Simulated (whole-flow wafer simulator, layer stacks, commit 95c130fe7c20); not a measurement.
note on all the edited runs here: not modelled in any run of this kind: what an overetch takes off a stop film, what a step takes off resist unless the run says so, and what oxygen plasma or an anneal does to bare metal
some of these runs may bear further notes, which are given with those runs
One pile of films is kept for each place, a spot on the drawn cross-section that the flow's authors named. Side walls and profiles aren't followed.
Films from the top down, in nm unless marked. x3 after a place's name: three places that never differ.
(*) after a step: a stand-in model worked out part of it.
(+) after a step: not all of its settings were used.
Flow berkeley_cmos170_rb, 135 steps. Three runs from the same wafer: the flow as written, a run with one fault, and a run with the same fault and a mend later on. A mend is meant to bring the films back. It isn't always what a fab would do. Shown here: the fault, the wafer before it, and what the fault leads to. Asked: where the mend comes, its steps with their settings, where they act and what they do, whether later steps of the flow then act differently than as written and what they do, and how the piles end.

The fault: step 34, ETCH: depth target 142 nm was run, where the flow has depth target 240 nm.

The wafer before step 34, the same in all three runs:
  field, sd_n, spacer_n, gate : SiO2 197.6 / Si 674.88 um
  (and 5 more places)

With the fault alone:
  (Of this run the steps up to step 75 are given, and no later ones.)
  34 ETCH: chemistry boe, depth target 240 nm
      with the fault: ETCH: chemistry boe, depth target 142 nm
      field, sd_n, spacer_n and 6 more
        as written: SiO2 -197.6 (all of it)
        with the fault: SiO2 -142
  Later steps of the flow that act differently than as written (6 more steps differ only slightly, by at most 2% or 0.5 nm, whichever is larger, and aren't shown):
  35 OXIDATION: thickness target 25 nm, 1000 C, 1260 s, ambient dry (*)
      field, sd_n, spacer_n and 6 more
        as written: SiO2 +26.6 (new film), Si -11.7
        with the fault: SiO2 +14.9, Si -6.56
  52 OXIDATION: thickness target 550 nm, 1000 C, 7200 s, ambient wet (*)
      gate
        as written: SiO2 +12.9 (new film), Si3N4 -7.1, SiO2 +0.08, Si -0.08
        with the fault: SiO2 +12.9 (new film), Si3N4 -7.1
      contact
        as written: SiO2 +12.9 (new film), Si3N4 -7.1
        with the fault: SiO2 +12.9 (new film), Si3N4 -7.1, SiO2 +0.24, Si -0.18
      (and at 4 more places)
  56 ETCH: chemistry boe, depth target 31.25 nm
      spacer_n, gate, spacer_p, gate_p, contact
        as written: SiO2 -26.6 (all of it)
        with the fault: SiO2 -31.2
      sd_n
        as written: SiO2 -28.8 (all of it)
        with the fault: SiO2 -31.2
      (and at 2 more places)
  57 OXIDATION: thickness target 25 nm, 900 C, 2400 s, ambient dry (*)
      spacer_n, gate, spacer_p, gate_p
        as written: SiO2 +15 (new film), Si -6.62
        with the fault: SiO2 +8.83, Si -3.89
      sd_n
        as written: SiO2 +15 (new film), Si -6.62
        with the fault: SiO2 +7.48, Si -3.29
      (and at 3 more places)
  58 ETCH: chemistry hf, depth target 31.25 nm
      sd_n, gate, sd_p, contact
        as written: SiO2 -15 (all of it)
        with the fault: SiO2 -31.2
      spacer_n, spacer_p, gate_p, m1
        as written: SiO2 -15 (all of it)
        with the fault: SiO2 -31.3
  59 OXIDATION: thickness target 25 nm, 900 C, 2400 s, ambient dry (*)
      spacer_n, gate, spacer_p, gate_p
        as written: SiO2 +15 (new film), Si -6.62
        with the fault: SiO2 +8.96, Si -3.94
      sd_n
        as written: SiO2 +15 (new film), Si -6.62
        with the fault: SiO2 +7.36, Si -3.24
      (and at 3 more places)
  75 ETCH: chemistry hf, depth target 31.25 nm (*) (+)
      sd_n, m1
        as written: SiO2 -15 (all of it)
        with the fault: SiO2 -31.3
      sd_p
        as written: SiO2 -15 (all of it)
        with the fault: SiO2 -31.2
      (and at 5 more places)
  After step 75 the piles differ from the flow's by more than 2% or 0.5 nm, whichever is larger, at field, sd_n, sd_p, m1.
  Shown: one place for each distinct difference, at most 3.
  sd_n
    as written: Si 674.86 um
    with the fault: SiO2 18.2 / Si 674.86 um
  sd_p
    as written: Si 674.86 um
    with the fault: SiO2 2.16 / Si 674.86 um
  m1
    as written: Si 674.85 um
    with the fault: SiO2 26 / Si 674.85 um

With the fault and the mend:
  The mend comes after step 34.
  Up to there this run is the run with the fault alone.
  34a ETCH: chemistry boe, depth target 98 nm (the flow's step 34 once more, with other settings)
      field, sd_n, spacer_n and 6 more
        SiO2 -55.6 (all of it)
  No later step of the flow acts differently than as written at any place that is followed.
  At the end the piles are the same as the flow's at every place that both follow.
